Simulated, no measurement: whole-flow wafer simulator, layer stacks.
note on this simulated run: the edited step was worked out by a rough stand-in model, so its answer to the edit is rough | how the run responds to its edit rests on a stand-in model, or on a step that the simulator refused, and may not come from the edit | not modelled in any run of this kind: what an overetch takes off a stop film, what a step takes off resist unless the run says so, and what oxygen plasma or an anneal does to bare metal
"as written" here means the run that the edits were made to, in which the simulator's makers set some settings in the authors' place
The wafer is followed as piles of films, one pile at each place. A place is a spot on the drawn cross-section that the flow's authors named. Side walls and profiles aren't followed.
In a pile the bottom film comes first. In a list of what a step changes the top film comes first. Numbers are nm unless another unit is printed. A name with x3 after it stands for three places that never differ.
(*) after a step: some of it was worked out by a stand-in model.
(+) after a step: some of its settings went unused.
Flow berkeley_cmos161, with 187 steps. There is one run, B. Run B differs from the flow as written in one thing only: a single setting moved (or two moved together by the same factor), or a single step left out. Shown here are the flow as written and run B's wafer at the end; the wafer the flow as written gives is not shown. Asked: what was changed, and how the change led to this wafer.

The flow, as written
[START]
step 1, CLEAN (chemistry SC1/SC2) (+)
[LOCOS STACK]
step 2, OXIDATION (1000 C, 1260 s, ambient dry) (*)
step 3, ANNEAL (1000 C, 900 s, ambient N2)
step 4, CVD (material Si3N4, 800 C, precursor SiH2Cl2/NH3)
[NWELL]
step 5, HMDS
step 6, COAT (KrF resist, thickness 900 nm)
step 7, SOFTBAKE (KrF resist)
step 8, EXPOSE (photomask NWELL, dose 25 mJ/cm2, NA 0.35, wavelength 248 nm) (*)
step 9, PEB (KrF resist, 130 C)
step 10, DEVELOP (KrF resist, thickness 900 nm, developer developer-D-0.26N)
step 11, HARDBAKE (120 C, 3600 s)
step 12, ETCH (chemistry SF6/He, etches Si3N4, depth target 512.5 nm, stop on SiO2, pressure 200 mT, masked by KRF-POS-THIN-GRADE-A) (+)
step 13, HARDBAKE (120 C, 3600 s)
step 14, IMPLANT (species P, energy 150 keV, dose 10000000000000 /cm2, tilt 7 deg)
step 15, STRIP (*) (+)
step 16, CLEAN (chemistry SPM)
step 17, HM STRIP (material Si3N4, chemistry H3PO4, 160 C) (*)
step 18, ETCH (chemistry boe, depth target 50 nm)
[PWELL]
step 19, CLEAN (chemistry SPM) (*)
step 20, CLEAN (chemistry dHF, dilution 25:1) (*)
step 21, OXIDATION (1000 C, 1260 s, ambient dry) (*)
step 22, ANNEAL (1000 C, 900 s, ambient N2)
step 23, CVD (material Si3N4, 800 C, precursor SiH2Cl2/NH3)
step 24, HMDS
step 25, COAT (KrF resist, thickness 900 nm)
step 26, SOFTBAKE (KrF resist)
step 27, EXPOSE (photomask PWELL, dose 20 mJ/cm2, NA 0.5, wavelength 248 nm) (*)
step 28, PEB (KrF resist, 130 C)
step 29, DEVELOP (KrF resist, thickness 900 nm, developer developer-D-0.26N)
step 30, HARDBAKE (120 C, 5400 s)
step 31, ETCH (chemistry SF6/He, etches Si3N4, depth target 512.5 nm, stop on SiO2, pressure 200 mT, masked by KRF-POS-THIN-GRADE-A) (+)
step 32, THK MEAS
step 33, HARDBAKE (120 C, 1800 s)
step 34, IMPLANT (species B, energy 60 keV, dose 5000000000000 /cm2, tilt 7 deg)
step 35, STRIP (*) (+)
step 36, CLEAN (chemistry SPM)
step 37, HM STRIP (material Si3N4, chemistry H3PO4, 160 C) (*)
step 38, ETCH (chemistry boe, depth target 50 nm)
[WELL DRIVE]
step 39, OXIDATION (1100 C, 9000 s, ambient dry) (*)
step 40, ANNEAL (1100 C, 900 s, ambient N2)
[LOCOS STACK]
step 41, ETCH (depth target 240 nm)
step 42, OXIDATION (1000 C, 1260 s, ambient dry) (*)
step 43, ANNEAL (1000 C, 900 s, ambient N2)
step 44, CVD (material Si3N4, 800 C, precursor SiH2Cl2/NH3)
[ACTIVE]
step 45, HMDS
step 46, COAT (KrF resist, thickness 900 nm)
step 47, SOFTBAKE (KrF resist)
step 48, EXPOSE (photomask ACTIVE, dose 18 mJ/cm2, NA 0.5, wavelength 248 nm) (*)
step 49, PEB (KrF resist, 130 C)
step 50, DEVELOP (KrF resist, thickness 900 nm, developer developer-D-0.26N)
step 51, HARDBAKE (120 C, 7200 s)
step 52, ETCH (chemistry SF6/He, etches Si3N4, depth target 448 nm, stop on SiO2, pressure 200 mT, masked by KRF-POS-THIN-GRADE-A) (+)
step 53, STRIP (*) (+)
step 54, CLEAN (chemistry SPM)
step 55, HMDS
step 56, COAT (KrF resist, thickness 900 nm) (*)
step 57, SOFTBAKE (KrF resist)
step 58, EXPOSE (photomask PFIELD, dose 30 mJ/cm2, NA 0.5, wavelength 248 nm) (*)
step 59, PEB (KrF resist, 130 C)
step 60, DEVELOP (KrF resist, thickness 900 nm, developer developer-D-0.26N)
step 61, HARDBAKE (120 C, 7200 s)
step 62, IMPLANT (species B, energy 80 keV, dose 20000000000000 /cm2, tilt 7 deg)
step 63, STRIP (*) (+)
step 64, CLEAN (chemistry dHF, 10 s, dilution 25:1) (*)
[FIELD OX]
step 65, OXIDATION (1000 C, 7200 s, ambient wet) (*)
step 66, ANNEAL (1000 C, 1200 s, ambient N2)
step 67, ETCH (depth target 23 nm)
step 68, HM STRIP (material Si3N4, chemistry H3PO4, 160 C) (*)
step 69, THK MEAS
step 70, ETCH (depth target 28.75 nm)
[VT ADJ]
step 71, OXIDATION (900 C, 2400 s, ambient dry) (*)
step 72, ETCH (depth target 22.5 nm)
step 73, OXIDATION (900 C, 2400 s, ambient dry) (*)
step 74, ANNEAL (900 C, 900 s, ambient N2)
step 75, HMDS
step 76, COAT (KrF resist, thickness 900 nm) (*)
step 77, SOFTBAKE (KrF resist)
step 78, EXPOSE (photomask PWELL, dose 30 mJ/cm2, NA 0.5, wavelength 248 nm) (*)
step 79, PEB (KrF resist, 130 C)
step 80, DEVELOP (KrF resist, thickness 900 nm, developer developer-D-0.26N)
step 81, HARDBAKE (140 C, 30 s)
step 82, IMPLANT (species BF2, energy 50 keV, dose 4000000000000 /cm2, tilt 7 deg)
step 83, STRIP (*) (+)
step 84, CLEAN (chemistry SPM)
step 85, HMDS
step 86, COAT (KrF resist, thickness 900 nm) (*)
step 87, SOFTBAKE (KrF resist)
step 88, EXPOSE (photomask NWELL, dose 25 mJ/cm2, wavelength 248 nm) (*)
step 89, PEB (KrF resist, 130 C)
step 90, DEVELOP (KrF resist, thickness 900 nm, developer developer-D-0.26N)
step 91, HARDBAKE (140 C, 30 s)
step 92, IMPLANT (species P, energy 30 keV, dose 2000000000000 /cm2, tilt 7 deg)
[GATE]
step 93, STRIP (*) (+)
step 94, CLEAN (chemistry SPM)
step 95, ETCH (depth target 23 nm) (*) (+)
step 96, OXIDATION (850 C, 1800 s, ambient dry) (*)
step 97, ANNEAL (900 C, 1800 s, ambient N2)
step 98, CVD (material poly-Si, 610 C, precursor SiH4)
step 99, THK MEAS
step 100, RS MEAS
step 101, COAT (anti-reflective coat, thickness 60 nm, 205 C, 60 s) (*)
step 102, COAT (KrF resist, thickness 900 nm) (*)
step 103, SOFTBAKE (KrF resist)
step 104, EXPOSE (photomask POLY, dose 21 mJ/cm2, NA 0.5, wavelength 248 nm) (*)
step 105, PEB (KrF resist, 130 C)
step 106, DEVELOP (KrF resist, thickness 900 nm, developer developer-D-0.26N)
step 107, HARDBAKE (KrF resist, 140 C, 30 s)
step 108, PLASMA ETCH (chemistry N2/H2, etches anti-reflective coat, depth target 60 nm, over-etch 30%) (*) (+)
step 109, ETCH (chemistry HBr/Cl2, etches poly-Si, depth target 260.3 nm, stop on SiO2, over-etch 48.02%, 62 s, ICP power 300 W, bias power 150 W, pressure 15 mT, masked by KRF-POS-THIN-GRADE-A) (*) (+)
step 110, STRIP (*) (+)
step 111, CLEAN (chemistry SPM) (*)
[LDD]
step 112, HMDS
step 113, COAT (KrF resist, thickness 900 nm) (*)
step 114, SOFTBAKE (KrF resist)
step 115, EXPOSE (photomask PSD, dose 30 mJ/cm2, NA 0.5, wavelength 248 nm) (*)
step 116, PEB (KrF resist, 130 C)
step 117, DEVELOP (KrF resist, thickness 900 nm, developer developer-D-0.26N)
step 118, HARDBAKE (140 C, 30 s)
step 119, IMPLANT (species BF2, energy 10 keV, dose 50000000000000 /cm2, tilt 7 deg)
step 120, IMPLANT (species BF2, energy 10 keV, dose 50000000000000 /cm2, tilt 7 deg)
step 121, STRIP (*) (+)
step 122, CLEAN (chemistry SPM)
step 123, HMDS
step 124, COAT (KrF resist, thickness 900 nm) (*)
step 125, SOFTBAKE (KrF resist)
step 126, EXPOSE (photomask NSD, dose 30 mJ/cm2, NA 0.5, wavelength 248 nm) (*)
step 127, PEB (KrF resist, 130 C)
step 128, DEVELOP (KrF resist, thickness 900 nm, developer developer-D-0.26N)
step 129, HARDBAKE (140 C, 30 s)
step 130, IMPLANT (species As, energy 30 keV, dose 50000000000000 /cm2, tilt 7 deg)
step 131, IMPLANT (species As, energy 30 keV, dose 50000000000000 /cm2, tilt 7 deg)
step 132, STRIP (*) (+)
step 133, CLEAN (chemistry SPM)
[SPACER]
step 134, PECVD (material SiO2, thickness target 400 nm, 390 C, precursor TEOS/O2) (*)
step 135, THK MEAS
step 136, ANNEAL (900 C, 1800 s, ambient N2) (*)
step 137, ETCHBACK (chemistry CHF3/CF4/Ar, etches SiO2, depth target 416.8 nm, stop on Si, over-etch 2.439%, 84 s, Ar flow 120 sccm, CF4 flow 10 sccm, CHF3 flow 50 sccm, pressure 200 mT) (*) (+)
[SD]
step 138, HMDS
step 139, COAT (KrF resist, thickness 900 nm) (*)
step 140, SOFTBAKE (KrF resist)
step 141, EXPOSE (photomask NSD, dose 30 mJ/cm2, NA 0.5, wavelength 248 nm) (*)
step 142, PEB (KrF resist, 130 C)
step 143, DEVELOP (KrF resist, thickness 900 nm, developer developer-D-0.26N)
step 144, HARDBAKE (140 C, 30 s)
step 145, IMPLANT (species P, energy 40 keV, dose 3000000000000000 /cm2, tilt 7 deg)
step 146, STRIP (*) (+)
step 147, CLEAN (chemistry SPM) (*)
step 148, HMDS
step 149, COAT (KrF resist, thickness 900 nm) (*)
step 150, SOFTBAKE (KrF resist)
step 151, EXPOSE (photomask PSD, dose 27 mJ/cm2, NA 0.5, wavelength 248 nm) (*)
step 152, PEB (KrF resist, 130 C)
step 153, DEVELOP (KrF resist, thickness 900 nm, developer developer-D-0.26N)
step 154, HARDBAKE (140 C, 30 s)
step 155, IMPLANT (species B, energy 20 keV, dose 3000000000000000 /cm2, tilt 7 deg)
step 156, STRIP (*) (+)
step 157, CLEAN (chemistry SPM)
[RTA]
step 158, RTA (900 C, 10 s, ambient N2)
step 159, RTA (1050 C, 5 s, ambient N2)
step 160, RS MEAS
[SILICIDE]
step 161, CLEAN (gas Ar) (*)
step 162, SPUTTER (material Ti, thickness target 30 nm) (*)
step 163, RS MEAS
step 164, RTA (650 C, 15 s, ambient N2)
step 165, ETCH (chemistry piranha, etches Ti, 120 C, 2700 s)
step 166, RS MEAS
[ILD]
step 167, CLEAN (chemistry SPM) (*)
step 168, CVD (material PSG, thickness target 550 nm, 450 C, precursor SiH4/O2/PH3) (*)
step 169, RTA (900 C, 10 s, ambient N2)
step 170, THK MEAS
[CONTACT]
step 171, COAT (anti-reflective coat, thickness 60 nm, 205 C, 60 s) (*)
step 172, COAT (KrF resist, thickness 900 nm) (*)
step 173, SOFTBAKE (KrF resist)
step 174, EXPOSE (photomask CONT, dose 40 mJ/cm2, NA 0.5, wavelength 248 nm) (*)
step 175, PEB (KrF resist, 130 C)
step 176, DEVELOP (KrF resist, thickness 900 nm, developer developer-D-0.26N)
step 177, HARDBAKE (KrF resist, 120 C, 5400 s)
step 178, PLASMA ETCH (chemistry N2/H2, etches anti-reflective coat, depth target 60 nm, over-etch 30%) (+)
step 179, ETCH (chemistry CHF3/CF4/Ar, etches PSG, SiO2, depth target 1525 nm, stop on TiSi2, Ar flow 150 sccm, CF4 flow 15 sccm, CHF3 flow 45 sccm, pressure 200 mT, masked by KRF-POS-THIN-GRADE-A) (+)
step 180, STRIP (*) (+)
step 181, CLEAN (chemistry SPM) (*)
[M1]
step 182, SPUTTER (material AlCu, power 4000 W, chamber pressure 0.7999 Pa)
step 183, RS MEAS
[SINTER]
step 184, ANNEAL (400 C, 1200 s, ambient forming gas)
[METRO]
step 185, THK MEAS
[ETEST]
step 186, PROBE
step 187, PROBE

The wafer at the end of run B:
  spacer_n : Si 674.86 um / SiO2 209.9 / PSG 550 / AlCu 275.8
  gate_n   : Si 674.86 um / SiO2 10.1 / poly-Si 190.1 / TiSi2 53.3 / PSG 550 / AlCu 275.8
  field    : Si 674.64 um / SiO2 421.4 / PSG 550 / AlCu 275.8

The reason: step 95, ETCH: depth target 10 nm was run, though the flow has depth target 23 nm.

How this came from the change, step by step:
  step 95, ETCH (depth target 23 nm) (*) (+)
      sd_n, spacer_n, gate_n, sd_p, spacer_p, gate_p, contact, m1: -10 SiO2 (it would be, as written: -14.9 SiO2 (all of it))
      field: -10 SiO2 (it would be, as written: -23 SiO2)
  step 96, OXIDATION (850 C, 1800 s, ambient dry) (*)
      sd_n, spacer_n, gate_n, sd_p, spacer_p, gate_p, contact, m1: +5.19 SiO2, -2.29 Si (it would be, as written: +7.48 SiO2 (new film), -3.29 Si)
  step 101, COAT (anti-reflective coat, thickness 60 nm, 205 C, 60 s) (*)
      sd_n: +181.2 anti-reflective coat (new film) (it would be, as written: +173.5 anti-reflective coat (new film))
      spacer_n: +27 anti-reflective coat (new film) (it would be, as written: +28.7 anti-reflective coat (new film))
      (also at 4 further places)
  step 108, PLASMA ETCH (chemistry N2/H2, etches anti-reflective coat, depth target 60 nm, over-etch 30%) (*) (+)
      sd_n: -181.2 anti-reflective coat (all of it), -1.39 poly-Si (it would be, as written: -173.5 anti-reflective coat (all of it), -1.33 poly-Si)
      spacer_n: -27 anti-reflective coat (all of it), -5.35 poly-Si (it would be, as written: -28.7 anti-reflective coat (all of it), -5.05 poly-Si)
      (also at 2 further places)
  step 110, STRIP (*) (+)
      gate_n: +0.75 chemical SiO2 (new film), -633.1 KrF resist (all of it), -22 anti-reflective coat (all of it), -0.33 poly-Si (it would be, as written: +0.75 chemical SiO2 (new film), -626.8 KrF resist (all of it), -23.7 anti-reflective coat (all of it), -0.33 poly-Si)
      gate_p: +0.75 chemical SiO2 (new film), -601.9 KrF resist (all of it), -27 anti-reflective coat (all of it), -0.33 poly-Si (it would be, as written: +0.75 chemical SiO2 (new film), -598.2 KrF resist (all of it), -27.9 anti-reflective coat (all of it), -0.33 poly-Si)
  step 171, COAT (anti-reflective coat, thickness 60 nm, 205 C, 60 s) (*)
      sd_n: +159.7 anti-reflective coat (new film) (it would be, as written: +149.7 anti-reflective coat (new film))
      m1: +100.5 anti-reflective coat (new film) (it would be, as written: +97.8 anti-reflective coat (new film))
  step 180, STRIP (*) (+)
      sd_n: -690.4 KrF resist (all of it), -159.7 anti-reflective coat (all of it) (it would be, as written: -692.5 KrF resist (all of it), -149.7 anti-reflective coat (all of it))
      m1: -744.6 KrF resist (all of it), -100.5 anti-reflective coat (all of it) (it would be, as written: -739.9 KrF resist (all of it), -97.8 anti-reflective coat (all of it))
